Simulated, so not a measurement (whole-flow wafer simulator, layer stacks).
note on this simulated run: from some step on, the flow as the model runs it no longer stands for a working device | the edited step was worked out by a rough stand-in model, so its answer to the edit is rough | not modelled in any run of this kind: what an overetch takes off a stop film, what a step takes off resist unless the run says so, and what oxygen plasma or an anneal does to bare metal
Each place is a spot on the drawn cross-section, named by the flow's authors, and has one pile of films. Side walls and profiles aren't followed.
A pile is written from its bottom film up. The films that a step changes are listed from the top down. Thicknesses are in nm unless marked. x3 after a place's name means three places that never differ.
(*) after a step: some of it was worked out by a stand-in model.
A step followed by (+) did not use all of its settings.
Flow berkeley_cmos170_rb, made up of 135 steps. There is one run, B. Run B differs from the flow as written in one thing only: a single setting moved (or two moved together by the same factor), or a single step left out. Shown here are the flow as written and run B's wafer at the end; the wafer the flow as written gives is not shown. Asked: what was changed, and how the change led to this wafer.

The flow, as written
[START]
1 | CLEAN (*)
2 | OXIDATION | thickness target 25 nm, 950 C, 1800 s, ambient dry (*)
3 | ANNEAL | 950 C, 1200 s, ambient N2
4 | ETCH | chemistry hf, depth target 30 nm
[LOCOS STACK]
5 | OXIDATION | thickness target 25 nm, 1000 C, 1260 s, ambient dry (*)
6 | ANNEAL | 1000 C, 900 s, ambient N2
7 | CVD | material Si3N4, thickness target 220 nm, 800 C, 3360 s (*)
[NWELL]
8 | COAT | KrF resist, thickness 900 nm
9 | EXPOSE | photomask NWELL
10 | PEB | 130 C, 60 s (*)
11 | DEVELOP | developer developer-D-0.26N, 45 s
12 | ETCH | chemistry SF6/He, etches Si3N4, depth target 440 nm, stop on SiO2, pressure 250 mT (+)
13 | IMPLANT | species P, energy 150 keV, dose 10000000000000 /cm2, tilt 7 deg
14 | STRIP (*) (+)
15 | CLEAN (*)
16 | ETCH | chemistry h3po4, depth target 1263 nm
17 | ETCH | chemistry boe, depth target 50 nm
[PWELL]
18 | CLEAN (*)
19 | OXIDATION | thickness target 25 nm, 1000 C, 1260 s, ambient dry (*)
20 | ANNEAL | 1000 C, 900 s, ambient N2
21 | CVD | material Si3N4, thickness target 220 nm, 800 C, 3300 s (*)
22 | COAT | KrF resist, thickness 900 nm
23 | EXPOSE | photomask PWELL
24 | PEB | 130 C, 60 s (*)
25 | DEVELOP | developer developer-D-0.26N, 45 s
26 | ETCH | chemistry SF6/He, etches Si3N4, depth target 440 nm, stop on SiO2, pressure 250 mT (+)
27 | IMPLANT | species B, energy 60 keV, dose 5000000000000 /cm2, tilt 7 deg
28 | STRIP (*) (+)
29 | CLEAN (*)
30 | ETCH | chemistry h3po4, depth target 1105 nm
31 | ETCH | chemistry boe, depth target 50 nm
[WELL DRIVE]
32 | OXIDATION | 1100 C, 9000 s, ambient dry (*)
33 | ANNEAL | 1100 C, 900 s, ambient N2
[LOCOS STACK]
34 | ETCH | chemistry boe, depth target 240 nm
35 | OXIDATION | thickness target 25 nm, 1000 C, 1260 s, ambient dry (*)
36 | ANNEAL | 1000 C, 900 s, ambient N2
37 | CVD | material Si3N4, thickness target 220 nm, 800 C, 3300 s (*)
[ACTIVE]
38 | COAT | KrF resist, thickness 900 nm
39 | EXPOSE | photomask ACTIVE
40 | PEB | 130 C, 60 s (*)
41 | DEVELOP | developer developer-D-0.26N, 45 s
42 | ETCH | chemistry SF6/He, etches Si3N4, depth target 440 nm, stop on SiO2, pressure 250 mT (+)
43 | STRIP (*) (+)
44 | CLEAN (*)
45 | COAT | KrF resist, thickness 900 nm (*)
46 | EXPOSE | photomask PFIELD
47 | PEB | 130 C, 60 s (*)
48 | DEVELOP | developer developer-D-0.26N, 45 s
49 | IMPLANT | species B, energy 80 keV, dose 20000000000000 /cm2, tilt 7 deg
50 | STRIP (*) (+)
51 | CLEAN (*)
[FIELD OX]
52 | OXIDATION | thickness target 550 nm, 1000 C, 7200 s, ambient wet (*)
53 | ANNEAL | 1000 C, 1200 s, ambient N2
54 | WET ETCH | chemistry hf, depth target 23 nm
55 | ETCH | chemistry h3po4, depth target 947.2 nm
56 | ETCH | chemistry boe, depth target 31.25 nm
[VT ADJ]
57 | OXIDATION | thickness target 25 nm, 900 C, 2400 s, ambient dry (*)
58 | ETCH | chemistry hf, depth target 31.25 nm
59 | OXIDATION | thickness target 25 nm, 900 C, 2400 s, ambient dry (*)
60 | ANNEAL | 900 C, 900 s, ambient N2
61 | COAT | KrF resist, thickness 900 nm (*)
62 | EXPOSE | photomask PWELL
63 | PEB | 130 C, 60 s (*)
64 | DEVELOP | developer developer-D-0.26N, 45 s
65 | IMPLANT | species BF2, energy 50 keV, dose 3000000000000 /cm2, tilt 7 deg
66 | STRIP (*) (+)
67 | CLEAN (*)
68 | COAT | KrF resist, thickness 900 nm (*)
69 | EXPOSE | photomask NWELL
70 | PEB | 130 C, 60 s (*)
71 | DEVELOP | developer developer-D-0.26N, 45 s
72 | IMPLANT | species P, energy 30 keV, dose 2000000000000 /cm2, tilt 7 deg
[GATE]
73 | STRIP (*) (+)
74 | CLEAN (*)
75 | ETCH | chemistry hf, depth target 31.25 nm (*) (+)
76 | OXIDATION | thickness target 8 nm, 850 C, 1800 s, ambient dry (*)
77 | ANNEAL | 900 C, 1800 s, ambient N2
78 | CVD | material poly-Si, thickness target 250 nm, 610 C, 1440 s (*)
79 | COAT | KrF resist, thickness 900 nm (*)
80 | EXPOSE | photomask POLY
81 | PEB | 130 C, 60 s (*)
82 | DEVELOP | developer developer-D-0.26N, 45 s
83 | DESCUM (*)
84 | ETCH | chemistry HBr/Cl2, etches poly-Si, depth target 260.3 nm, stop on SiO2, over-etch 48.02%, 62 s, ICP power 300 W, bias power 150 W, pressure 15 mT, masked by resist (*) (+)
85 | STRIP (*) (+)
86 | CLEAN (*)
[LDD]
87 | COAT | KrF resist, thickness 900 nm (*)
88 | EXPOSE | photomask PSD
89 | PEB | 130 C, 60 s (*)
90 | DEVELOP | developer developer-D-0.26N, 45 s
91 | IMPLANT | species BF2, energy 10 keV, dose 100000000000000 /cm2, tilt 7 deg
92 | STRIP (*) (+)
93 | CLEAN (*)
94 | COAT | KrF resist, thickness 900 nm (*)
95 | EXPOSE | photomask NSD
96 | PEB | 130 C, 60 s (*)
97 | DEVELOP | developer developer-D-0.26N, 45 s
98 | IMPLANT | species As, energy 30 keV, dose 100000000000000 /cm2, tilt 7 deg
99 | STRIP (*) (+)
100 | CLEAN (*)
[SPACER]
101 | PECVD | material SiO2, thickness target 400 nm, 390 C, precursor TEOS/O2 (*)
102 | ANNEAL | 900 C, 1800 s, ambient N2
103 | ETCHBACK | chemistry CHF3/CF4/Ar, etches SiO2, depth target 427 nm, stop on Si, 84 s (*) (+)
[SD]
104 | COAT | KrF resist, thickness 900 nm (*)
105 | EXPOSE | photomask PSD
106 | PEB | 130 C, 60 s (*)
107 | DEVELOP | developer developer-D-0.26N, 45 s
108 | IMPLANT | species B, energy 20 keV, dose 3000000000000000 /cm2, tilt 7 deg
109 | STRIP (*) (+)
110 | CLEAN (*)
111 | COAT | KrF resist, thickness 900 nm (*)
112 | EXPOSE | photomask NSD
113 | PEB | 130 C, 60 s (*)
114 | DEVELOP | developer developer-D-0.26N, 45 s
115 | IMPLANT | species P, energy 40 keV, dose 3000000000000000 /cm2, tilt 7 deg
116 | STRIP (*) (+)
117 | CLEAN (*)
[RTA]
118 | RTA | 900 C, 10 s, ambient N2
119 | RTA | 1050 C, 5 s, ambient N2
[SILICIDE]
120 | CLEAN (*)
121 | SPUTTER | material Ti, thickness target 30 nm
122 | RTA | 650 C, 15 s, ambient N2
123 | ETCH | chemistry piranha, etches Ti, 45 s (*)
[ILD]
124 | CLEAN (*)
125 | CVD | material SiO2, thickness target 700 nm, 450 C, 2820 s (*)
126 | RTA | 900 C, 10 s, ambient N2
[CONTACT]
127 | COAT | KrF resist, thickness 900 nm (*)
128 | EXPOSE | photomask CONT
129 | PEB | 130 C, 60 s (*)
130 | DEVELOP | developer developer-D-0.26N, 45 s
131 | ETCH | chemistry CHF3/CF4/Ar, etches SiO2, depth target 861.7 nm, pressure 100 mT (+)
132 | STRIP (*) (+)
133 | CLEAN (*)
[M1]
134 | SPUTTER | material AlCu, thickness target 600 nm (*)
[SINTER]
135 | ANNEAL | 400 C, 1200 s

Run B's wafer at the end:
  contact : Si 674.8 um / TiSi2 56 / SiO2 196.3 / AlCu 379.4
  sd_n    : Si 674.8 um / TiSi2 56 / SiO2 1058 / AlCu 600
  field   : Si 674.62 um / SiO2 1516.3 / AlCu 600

The reason: step 125, CVD: thickness target 1058 nm was run, while the flow as written has thickness target 700 nm; step 125, CVD: 4264 s was run, where the flow has 2820 s.
The wafer lets one read it off: sd_n has SiO2 1058, and step 125 as written asks for 700 nm.

Step by step, how the change led to this:
  125 | CVD | material SiO2, thickness target 700 nm, 450 C, 2820 s (*)
      sd_n, gate, gate_p, contact, m1: SiO2 gains 1058 (new film) (in the flow as written it would be: SiO2 gains 700 (new film))
      field, spacer_n, spacer_p: SiO2 gains 1058 (in the flow as written it would be: SiO2 gains 700)
      (and at 1 other place as well)
  131 | ETCH | chemistry CHF3/CF4/Ar, etches SiO2, depth target 861.7 nm, pressure 100 mT (+)
      contact: SiO2 loses 861.7 (in the flow as written it would be: SiO2 loses 700 (all of it), TiSi2 loses 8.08)
  134 | SPUTTER | material AlCu, thickness target 600 nm (*)
      contact: AlCu gains 379.4 (new film) (in the flow as written it would be: AlCu gains 415.1 (new film))
